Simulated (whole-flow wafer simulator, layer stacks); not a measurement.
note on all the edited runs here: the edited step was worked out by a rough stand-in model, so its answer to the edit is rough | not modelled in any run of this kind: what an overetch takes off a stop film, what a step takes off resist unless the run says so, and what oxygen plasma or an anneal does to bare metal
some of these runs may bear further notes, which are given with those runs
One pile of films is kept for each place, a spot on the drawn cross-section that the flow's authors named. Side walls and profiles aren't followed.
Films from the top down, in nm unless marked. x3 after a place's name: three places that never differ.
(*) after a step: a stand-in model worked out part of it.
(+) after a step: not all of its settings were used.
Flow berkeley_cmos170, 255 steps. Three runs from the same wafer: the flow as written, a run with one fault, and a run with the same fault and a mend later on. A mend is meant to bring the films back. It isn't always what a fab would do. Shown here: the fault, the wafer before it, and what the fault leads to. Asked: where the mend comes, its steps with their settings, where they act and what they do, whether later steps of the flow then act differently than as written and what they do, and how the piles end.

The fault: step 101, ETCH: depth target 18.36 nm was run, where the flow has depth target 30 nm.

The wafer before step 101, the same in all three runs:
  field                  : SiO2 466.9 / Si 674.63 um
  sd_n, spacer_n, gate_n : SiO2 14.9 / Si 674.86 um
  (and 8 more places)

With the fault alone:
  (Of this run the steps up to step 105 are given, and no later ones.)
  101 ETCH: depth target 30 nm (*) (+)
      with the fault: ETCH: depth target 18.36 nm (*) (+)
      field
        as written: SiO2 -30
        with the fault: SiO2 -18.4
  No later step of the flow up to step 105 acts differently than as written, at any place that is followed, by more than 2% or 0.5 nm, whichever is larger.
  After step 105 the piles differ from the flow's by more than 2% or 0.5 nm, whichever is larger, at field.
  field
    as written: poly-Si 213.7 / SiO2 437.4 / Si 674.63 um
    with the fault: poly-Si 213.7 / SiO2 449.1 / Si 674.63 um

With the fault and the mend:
  The mend comes after step 101.
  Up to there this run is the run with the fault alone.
  101a ETCH: depth target 11.64 nm (*) (+) (the flow's step 101 once more, with other settings)
      field
        SiO2 -11.6
  No later step of the flow acts differently than as written at any place that is followed.
  At the end the piles are the same as the flow's at every place that both follow.
